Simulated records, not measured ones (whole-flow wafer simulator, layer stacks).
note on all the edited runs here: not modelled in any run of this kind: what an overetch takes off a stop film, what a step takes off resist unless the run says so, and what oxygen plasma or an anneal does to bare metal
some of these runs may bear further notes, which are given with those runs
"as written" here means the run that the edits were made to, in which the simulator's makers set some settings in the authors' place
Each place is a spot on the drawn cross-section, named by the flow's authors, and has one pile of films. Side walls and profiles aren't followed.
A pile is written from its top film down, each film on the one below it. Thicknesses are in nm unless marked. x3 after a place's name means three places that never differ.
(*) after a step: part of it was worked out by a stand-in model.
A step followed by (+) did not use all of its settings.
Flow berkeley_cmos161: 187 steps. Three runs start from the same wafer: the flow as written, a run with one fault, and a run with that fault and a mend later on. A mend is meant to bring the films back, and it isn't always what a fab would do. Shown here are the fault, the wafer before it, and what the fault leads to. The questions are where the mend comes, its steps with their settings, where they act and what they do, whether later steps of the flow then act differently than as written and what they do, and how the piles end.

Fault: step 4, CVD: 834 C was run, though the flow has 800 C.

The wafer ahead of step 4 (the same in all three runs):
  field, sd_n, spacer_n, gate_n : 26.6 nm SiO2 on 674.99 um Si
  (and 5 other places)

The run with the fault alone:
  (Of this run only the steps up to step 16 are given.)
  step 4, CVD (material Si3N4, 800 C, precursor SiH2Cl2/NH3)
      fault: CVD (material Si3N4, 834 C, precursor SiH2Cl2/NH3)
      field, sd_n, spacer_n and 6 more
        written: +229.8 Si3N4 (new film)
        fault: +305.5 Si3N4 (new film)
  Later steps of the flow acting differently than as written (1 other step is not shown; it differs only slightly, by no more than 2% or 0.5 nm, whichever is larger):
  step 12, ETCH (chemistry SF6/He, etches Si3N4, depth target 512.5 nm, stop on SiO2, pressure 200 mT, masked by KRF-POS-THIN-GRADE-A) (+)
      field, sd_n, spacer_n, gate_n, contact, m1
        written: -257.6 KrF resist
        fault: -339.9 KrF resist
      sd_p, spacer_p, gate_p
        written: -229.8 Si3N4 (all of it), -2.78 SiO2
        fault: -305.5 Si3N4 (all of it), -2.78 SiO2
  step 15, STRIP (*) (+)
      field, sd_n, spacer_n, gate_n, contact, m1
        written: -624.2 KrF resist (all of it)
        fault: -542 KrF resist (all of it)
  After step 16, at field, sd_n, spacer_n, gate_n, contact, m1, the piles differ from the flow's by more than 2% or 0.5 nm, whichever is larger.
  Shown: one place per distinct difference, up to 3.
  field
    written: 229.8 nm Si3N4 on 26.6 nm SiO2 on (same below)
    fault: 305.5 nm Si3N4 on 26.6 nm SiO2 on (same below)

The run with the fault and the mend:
  The mend stands after step 4.
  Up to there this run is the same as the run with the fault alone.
  step 4a, ETCH (chemistry h3po4, depth target 351.3 nm)
      field, sd_n, spacer_n and 6 more
        -305.5 Si3N4 (all of it)
  step 4b, CLEAN (chemistry SC1/SC2) (the flow's step 1, run once more)
      alters no film at any place that is followed
  step 4c, CVD (material Si3N4, 800 C, precursor SiH2Cl2/NH3) (the flow's step 4, run once more)
      field, sd_n, spacer_n and 6 more
        +229.8 Si3N4 (new film)
  None of the later steps of the flow acts differently than as written at any place that is followed.
  The piles end the same as the flow's at every place that both follow.
